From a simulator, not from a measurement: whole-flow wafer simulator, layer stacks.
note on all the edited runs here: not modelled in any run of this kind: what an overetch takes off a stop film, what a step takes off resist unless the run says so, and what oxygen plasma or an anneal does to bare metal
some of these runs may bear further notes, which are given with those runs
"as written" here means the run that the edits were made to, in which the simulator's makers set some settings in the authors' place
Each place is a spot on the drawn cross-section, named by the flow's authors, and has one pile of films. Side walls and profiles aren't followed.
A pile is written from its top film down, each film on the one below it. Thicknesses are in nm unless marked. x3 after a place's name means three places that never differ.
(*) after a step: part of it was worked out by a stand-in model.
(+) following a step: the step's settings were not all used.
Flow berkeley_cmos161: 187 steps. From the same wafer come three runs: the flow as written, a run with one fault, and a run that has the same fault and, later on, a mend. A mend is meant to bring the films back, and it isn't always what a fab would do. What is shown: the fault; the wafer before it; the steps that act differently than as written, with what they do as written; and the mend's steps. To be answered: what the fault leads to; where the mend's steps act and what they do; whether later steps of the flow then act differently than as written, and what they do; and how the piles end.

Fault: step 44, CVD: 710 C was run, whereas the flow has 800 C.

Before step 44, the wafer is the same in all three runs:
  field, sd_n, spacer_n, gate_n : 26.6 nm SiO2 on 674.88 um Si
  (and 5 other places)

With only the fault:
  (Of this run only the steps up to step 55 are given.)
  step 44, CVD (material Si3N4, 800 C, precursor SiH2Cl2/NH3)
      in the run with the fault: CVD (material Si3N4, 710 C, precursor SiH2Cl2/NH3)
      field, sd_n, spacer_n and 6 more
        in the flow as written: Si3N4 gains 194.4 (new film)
        in the run with the fault: Si3N4 gains 48 (new film)
  Steps further on in the flow that do not act as written:
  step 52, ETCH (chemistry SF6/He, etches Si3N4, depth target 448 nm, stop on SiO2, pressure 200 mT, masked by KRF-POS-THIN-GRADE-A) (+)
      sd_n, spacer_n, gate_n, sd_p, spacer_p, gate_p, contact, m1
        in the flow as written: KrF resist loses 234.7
        in the run with the fault: KrF resist loses 75.6
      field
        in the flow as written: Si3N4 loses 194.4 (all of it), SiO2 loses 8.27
        in the run with the fault: Si3N4 loses 48 (all of it), SiO2 loses 8.27
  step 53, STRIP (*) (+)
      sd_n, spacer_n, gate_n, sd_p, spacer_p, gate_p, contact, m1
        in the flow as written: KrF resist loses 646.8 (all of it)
        in the run with the fault: KrF resist loses 805.9 (all of it)
  After step 55, at sd_n, spacer_n, gate_n, sd_p, spacer_p, gate_p, contact, m1, the piles differ from the flow's by more than 2% or 0.5 nm, whichever is larger.
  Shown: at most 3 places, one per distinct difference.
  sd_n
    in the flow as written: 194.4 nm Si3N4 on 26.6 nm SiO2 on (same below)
    in the run with the fault: 48 nm Si3N4 on 26.6 nm SiO2 on (same below)

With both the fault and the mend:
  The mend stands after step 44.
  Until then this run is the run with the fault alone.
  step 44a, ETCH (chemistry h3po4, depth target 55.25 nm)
      field, sd_n, spacer_n and 6 more
        Si3N4 loses 48 (all of it)
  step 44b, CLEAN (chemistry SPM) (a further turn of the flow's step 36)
      alters no film at any place that is followed
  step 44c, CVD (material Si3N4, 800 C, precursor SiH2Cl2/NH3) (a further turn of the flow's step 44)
      field, sd_n, spacer_n and 6 more
        Si3N4 gains 194.4 (new film)
  None of the later steps of the flow acts differently than as written at any place that is followed.
  The piles end the same as the flow's at every place that both follow.
